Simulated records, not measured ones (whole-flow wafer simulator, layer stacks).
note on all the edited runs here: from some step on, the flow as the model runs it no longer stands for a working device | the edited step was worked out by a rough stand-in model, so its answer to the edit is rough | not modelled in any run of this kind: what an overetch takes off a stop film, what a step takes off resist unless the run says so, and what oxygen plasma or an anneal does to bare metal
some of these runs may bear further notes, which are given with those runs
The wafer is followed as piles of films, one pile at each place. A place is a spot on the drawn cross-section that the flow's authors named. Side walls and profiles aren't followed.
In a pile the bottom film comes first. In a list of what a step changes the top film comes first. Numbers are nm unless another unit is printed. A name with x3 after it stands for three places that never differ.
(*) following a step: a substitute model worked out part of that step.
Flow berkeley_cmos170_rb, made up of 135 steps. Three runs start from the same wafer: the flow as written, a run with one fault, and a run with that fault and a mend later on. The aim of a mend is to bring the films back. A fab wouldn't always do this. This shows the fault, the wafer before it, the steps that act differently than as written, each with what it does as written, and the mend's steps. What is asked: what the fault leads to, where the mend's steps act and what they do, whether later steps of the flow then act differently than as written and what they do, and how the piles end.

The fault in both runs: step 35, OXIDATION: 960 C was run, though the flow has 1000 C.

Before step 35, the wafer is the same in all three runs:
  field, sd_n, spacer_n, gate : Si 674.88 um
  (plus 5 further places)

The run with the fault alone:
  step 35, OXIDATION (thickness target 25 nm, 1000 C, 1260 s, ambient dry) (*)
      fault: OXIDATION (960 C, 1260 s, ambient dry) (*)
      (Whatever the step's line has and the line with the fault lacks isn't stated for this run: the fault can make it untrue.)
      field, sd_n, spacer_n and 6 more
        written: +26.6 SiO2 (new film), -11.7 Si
        fault: +18.4 SiO2 (new film), -8.08 Si
  Steps later in the flow that act otherwise than as written (31 more steps, not shown, differ only slightly: by at most 2% or 0.5 nm, whichever is larger):
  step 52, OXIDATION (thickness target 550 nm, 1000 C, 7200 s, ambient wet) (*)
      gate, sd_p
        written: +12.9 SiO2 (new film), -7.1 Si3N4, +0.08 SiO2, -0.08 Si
        fault: +12.9 SiO2 (new film), -7.1 Si3N4
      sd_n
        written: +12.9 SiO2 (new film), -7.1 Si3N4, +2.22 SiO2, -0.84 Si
        fault: +12.9 SiO2 (new film), -7.1 Si3N4, +0.31 SiO2, -0.16 Si
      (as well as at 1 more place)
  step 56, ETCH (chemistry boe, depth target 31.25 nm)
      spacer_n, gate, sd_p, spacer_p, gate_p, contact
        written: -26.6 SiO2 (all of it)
        fault: -18.4 SiO2 (all of it)
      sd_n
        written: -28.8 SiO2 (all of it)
        fault: -18.7 SiO2 (all of it)
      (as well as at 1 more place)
  The piles end only slightly different from the flow's at the places that both follow, by no more than 2% or 0.5 nm, whichever is larger.

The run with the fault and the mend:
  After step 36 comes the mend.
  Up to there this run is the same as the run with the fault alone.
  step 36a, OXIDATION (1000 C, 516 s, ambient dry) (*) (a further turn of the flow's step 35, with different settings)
      field, sd_n, spacer_n and 6 more
        +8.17 SiO2, -3.6 Si
  Later steps of the flow that are run all act as written at every place that is followed, up to a difference of at most 2% or 0.5 nm, whichever is larger.
  At every place that both follow, the piles at the end match the flow's.
